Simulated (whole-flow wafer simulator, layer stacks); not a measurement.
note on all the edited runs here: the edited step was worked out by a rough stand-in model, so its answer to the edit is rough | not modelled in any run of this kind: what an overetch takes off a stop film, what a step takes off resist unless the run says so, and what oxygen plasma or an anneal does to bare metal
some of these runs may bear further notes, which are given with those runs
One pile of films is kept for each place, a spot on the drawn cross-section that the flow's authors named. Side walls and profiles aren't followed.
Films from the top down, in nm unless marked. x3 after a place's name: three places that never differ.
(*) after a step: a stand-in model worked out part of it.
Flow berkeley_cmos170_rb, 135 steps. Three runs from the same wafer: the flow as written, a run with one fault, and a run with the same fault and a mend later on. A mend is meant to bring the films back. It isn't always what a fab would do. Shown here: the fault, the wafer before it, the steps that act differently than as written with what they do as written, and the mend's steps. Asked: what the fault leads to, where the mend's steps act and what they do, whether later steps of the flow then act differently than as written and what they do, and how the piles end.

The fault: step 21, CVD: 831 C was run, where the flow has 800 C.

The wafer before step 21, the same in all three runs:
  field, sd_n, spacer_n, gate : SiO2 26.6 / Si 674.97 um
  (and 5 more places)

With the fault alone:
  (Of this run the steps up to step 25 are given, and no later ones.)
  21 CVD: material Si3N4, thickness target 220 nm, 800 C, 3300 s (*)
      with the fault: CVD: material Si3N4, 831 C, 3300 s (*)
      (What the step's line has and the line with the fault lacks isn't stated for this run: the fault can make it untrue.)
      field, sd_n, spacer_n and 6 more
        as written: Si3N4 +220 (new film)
        with the fault: Si3N4 +315.7 (new film)
  No later step of the flow up to step 25 acts differently than as written at any place that is followed.
  After step 25 the piles differ from the flow's by more than 2% or 0.5 nm, whichever is larger, at field, sd_n, spacer_n and 6 more.
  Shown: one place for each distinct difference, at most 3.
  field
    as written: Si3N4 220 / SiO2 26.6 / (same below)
    with the fault: Si3N4 315.7 / SiO2 26.6 / (same below)
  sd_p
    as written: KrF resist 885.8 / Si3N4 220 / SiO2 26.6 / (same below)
    with the fault: KrF resist 885.8 / Si3N4 315.7 / SiO2 26.6 / (same below)

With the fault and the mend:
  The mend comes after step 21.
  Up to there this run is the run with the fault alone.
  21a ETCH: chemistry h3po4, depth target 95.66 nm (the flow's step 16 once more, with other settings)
      field, sd_n, spacer_n and 6 more
        Si3N4 -95.7
  No later step of the flow acts differently than as written at any place that is followed.
  At the end the piles are the same as the flow's at every place that both follow.
